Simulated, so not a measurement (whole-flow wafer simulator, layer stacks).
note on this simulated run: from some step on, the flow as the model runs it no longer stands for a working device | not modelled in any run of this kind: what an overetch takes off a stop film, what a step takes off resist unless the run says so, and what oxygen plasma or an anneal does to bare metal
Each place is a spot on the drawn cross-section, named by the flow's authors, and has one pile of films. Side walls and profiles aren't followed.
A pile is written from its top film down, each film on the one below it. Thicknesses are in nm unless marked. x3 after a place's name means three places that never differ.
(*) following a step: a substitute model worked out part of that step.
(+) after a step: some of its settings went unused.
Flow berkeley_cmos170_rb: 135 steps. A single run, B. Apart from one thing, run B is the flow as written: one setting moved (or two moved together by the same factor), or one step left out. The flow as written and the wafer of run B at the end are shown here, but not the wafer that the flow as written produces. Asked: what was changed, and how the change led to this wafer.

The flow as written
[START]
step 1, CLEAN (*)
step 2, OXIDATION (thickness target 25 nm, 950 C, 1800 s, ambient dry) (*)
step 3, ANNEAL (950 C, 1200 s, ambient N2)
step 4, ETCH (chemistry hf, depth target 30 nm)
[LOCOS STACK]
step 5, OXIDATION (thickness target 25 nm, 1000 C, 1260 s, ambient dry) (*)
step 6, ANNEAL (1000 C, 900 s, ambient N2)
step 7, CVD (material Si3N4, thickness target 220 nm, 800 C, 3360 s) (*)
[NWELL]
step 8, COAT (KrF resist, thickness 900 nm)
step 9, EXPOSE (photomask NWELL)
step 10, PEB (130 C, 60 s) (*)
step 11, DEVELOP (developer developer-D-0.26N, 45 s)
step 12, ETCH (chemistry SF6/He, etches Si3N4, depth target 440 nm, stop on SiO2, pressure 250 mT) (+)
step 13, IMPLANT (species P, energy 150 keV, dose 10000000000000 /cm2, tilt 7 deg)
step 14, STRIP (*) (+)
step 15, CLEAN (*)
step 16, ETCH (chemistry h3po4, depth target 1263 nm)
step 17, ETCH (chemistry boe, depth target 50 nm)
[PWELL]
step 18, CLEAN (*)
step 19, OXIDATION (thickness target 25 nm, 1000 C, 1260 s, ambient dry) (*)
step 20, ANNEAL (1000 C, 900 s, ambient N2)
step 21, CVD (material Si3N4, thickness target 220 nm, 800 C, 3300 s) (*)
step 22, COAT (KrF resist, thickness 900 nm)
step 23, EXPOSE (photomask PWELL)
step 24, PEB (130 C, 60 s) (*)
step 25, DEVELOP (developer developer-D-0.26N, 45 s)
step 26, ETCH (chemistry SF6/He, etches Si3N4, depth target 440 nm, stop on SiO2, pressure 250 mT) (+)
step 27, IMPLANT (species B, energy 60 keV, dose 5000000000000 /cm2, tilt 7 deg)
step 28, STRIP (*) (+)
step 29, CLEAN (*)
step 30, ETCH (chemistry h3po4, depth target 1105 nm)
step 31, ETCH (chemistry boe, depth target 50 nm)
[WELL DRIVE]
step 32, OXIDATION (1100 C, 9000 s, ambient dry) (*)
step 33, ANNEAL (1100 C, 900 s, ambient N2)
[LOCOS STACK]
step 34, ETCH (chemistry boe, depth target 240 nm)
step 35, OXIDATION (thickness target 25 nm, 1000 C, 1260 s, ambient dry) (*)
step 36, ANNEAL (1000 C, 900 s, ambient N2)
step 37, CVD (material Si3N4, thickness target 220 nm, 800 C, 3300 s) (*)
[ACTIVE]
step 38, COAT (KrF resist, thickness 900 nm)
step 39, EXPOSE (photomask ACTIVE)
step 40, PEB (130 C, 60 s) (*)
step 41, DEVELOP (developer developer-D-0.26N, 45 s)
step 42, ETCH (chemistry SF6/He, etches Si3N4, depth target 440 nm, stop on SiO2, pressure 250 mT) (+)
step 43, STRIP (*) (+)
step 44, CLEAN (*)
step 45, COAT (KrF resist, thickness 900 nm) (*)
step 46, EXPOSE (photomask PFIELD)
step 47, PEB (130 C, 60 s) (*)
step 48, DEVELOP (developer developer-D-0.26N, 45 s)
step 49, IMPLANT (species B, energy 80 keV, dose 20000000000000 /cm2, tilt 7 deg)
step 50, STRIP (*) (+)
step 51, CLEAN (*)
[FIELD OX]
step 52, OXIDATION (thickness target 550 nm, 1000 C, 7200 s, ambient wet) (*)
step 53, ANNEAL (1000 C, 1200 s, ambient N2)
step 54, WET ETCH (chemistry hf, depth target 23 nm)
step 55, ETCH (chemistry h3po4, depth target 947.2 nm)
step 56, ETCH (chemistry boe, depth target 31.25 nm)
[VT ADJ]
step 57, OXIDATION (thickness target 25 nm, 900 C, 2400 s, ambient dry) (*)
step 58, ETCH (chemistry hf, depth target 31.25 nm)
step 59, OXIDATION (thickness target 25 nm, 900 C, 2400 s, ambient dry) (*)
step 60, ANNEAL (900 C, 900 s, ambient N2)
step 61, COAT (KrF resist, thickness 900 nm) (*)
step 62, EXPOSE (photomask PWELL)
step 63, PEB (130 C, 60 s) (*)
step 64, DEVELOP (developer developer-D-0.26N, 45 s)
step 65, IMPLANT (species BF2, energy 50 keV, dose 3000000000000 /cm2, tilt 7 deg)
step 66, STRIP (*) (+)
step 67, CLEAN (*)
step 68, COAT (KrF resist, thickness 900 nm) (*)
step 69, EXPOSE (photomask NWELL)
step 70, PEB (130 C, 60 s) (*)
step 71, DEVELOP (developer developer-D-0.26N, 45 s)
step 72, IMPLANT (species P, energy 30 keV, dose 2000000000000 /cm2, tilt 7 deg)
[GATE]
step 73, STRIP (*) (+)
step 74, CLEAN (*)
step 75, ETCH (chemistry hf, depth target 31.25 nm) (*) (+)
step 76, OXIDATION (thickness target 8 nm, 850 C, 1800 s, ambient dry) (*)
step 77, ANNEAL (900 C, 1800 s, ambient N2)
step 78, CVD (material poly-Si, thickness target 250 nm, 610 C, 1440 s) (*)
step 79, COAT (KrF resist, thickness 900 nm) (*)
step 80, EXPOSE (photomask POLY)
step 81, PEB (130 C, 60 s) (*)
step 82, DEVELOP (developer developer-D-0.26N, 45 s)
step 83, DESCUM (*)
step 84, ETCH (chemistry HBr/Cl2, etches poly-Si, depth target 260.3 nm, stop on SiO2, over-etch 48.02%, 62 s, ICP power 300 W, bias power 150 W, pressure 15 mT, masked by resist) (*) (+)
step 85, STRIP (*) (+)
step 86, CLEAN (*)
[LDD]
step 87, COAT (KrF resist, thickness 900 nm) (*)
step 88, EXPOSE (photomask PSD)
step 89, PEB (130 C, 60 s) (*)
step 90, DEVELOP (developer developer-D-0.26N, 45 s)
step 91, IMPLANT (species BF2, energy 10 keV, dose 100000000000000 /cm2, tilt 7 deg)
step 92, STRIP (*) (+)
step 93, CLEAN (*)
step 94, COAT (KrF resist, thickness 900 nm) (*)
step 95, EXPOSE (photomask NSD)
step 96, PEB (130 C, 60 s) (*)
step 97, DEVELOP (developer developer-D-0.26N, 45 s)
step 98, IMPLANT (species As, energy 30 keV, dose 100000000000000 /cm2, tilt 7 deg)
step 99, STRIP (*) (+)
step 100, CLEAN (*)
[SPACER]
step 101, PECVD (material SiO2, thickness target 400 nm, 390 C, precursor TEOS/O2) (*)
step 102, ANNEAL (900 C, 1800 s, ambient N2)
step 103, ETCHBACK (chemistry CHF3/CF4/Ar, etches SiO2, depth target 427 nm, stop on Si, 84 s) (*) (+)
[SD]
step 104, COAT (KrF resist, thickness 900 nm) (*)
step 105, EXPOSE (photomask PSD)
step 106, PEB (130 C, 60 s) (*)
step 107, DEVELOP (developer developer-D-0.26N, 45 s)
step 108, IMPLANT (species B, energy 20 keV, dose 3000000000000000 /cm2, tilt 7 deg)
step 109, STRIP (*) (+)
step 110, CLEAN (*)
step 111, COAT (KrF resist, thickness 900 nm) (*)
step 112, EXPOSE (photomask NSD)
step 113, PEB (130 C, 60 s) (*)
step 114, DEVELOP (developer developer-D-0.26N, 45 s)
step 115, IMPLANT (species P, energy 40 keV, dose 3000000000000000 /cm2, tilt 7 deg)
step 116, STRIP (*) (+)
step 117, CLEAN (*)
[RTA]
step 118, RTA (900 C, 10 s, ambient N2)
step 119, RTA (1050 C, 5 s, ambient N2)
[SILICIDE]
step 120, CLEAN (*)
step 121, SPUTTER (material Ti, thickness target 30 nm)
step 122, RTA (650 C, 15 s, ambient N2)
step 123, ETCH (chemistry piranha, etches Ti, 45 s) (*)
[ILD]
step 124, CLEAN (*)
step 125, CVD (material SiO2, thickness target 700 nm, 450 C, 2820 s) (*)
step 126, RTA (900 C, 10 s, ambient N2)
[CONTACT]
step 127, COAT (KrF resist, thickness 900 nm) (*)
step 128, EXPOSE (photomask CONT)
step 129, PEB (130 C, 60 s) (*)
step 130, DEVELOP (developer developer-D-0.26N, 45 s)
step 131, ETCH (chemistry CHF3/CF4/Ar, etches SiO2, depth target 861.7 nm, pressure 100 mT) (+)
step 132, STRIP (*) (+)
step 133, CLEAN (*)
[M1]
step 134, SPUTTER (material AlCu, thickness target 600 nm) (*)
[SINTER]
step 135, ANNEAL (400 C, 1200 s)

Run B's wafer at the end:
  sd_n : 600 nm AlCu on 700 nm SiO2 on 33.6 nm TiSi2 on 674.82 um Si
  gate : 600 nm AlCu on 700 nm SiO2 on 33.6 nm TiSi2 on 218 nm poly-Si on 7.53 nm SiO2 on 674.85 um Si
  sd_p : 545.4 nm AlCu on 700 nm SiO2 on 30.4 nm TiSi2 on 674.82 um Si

What caused this: step 121, SPUTTER: thickness target 18 nm was run, while the flow as written has thickness target 30 nm.

How this came from the change, step by step:
  step 121, SPUTTER (material Ti, thickness target 30 nm)
      field, sd_n, spacer_n, gate, spacer_p, gate_p, contact, m1: +18 Ti (new film) (in the flow as written it would be: +30 Ti (new film))
      sd_p: +16.3 Ti (new film) (in the flow as written it would be: +27.1 Ti (new film))
  step 122, RTA (650 C, 15 s, ambient N2)
      sd_n, contact, m1: -14 Ti, +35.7 TiSi2 C49 (new film), -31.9 Si (in the flow as written it would be: -23.4 Ti, +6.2 TiSi first (new film), +50.3 TiSi2 C49 (new film), -49 Si)
      gate, gate_p: -14 Ti, +35.7 TiSi2 C49 (new film), -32 poly-Si (in the flow as written it would be: -23.4 Ti, +6.2 TiSi first (new film), +50.3 TiSi2 C49 (new film), -49.2 poly-Si)
      (as well as at 1 more place)
  step 123, ETCH (chemistry piranha, etches Ti, 45 s) (*)
      sd_n, gate, gate_p, contact, m1: -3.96 Ti (all of it) (in the flow as written it would be: -6.6 Ti (all of it))
      field, spacer_n, spacer_p: -18 Ti (all of it) (in the flow as written it would be: -30 Ti (all of it))
      (as well as at 1 more place)
  step 126, RTA (900 C, 10 s, ambient N2)
      sd_n, contact, m1: under 1 film: +33.6 TiSi2 (new film), -35.7 TiSi2 C49 (all of it) (in the flow as written it would be: under 1 film: +56 TiSi2 (new film), -6.2 TiSi first (all of it), -50.3 TiSi2 C49 (all of it), -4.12 Si)
      gate, gate_p: under 1 film: +33.6 TiSi2 (new film), -35.7 TiSi2 C49 (all of it) (in the flow as written it would be: under 1 film: +56 TiSi2 (new film), -6.2 TiSi first (all of it), -50.3 TiSi2 C49 (all of it), -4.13 poly-Si)
      (as well as at 1 more place)
